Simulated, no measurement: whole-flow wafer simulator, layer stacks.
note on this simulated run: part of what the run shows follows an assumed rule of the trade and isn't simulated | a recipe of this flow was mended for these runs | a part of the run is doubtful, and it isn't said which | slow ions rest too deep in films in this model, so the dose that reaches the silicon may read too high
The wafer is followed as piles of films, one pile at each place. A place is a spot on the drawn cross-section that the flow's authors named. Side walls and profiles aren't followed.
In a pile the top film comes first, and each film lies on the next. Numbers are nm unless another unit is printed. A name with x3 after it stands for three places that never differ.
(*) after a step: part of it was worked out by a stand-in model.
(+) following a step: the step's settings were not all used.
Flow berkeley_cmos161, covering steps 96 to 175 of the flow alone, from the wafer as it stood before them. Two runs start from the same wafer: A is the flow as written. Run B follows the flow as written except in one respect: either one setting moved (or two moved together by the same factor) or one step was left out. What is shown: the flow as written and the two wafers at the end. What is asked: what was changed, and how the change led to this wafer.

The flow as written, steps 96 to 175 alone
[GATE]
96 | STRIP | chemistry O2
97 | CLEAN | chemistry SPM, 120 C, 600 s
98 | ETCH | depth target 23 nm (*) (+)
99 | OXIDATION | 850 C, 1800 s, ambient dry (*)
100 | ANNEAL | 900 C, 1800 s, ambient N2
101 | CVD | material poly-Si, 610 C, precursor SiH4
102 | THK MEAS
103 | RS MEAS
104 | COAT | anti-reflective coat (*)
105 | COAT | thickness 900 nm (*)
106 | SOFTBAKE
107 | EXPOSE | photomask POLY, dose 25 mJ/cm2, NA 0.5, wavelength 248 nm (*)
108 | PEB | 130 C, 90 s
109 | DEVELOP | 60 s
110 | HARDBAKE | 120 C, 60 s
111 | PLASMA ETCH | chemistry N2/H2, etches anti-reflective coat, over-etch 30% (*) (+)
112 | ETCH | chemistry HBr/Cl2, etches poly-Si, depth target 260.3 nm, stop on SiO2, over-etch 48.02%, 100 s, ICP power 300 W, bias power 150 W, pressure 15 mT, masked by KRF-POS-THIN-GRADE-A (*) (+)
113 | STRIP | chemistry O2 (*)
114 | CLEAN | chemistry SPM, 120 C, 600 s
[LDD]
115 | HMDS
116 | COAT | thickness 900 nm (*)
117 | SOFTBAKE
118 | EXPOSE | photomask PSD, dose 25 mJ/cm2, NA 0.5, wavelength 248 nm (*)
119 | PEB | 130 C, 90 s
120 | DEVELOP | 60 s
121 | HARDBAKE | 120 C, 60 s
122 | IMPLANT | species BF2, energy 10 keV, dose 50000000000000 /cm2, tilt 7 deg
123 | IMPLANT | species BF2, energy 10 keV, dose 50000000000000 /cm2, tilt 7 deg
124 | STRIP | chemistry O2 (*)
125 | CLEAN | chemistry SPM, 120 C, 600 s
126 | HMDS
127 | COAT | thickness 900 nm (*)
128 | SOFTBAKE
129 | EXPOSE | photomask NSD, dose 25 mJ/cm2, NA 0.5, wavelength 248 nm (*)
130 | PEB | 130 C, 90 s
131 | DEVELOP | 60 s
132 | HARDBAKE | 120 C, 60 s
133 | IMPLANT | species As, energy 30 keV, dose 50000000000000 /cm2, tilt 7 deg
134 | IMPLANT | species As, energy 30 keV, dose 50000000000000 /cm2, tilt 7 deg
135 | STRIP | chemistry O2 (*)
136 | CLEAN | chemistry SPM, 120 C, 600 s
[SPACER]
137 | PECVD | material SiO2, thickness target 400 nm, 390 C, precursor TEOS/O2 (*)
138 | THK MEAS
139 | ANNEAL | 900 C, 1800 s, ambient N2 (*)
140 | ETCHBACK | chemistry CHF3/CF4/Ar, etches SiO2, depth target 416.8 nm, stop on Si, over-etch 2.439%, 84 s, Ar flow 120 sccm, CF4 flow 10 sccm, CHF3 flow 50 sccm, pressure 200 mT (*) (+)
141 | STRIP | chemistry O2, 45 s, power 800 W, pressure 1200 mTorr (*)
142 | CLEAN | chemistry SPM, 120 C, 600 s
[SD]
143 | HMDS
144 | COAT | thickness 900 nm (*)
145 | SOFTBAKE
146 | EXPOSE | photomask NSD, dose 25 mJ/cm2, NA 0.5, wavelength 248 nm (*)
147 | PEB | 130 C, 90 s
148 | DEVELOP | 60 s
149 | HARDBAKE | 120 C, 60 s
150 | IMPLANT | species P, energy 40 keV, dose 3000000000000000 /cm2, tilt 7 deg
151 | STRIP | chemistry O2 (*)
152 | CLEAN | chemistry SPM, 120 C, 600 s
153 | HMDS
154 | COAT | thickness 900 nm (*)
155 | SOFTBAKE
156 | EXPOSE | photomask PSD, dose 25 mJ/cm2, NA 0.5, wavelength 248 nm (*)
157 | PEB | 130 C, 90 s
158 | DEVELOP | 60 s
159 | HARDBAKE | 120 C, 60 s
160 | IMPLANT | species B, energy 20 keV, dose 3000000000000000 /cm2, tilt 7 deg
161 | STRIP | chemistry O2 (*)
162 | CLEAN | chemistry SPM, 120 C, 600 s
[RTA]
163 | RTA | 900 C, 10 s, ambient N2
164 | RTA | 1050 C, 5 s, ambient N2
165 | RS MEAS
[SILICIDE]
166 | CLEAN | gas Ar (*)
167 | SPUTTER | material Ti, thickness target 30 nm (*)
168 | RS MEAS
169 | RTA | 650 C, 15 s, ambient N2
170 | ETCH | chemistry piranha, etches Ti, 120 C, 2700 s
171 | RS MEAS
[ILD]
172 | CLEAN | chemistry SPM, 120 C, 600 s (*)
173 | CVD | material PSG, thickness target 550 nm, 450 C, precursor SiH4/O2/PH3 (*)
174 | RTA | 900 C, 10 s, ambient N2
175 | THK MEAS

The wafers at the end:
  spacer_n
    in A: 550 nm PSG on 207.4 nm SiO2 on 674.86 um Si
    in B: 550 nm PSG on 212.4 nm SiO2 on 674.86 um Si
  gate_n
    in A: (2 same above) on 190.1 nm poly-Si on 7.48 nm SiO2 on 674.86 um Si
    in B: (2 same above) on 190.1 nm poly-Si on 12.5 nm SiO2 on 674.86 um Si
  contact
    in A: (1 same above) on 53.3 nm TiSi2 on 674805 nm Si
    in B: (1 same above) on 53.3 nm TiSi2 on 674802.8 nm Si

What caused this: step 99, OXIDATION: 900 C was run, though the flow has 850 C.

How this came from the change, step by step:
  99 | OXIDATION | 850 C, 1800 s, ambient dry (*)
      sd_n, spacer_n, gate_n, sd_p, spacer_p, gate_p, contact, m1: A +7.48 SiO2 (new film), -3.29 Si | B +12.5 SiO2 (new film), -5.48 Si
      field: A +0.5 SiO2, -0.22 Si | B +1.27 SiO2, -0.56 Si
